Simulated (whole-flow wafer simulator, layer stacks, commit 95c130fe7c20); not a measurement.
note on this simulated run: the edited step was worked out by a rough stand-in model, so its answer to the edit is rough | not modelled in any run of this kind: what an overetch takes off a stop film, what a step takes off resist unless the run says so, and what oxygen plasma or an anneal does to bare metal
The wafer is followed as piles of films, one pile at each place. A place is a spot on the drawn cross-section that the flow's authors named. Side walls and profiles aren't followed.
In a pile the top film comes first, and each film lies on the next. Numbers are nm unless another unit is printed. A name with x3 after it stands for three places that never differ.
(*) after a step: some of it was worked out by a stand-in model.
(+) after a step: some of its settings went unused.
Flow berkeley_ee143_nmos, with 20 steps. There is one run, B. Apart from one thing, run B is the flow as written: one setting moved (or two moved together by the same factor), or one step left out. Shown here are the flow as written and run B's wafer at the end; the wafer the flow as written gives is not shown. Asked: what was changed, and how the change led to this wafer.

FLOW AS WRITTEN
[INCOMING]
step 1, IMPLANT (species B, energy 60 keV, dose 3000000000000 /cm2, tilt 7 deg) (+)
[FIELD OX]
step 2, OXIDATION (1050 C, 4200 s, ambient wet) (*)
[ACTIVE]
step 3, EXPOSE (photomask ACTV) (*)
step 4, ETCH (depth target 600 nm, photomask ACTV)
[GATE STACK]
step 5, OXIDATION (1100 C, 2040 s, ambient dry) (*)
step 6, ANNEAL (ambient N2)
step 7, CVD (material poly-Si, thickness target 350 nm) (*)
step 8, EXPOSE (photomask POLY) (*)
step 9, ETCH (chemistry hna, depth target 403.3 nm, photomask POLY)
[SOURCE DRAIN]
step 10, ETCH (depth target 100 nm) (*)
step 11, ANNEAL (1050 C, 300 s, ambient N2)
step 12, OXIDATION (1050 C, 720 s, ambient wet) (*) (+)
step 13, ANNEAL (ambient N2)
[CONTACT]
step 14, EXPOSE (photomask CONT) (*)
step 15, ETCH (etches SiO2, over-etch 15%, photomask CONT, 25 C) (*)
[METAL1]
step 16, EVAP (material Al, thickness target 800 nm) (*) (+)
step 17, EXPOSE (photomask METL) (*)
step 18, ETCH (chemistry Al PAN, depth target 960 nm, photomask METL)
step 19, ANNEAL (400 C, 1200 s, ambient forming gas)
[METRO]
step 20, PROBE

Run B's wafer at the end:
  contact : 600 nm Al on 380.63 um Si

Cause: step 16, EVAP: thickness target 600 nm was run, whereas the flow has thickness target 800 nm.
The wafer lets one read it off: contact has Al 600, and step 16 as written asks for 800 nm.

Step by step, how the change led to this:
  step 16, EVAP (material Al, thickness target 800 nm) (*) (+)
      gate, sd, contact, field: +600 Al (new film) (in the flow as written it would be: +800 Al (new film))
  step 18, ETCH (chemistry Al PAN, depth target 960 nm, photomask METL)
      gate, sd, field: -600 Al (all of it) (in the flow as written it would be: -800 Al (all of it))
